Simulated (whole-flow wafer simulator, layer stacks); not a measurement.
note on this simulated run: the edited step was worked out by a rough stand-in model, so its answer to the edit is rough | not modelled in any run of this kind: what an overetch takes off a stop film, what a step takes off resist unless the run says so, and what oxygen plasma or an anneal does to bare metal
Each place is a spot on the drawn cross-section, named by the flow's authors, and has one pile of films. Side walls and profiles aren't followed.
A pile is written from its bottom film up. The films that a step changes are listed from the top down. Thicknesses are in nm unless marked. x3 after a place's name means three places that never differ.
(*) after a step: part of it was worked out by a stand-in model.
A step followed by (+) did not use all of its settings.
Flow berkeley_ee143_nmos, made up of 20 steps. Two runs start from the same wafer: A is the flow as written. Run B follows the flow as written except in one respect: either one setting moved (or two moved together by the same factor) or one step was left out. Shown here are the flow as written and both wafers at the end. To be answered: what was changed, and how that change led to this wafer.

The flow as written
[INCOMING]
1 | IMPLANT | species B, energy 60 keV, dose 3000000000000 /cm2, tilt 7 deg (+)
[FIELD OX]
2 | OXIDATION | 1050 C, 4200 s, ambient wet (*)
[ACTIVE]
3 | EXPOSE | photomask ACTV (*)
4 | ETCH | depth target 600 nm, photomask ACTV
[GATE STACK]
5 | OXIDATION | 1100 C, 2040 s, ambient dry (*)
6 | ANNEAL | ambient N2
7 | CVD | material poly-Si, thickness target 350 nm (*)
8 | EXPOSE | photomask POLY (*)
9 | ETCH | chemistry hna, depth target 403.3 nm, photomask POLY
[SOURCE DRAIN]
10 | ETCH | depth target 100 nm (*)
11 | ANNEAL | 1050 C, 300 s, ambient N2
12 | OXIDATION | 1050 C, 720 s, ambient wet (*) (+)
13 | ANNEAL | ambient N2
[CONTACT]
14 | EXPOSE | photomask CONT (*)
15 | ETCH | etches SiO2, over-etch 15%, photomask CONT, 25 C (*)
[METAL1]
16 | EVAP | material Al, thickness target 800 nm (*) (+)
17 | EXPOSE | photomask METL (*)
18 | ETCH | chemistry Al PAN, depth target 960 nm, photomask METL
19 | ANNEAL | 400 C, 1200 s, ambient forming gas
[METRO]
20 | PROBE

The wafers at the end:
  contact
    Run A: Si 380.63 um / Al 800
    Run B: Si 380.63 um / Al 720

What caused this: step 16, EVAP: thickness target 720 nm was run, whereas the flow has thickness target 800 nm.
The wafer lets one read it off: contact has Al 720, and step 16 as written asks for 800 nm.

The path from the change to this, step by step:
  16 | EVAP | material Al, thickness target 800 nm (*) (+)
      gate, sd, contact, field: A +800 Al (new film) | B +720 Al (new film)
  18 | ETCH | chemistry Al PAN, depth target 960 nm, photomask METL
      gate, sd, field: A -800 Al (all of it) | B -720 Al (all of it)
